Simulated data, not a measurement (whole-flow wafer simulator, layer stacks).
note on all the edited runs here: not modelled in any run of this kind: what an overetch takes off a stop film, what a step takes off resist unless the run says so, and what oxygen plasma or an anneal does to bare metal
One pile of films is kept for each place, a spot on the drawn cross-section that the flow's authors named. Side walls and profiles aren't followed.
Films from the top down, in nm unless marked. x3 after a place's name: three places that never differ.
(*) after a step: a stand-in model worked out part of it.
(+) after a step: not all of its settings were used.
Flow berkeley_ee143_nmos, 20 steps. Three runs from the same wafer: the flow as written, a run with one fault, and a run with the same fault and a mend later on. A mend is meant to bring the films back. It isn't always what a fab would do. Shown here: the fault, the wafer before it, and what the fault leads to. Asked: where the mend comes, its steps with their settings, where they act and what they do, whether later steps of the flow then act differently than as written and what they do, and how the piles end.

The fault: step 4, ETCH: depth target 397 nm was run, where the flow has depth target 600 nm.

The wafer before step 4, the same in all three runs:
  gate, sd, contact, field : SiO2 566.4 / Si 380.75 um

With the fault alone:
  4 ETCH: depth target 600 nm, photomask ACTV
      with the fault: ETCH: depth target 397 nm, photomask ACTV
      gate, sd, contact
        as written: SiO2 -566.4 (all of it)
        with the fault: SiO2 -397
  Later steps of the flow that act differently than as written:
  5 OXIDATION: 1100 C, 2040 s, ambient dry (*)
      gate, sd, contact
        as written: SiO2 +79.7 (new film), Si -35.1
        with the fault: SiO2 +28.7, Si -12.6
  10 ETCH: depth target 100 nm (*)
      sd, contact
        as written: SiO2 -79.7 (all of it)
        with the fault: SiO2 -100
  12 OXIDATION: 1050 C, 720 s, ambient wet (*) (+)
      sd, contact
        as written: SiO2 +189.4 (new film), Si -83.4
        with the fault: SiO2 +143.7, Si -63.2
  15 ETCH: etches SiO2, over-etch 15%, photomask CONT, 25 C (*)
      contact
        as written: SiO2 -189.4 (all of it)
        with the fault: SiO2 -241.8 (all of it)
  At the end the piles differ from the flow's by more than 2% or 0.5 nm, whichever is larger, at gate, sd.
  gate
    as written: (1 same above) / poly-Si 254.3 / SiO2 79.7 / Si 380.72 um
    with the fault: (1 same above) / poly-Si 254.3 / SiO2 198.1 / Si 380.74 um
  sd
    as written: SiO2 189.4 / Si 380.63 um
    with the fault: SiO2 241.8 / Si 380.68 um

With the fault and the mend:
  The mend comes after step 4.
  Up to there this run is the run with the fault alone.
  4a ETCH: depth target 203 nm, photomask ACTV (the flow's step 4 once more, with other settings)
      gate, sd, contact
        SiO2 -169.4 (all of it)
  No later step of the flow acts differently than as written at any place that is followed.
  At the end the piles are the same as the flow's at every place that both follow.
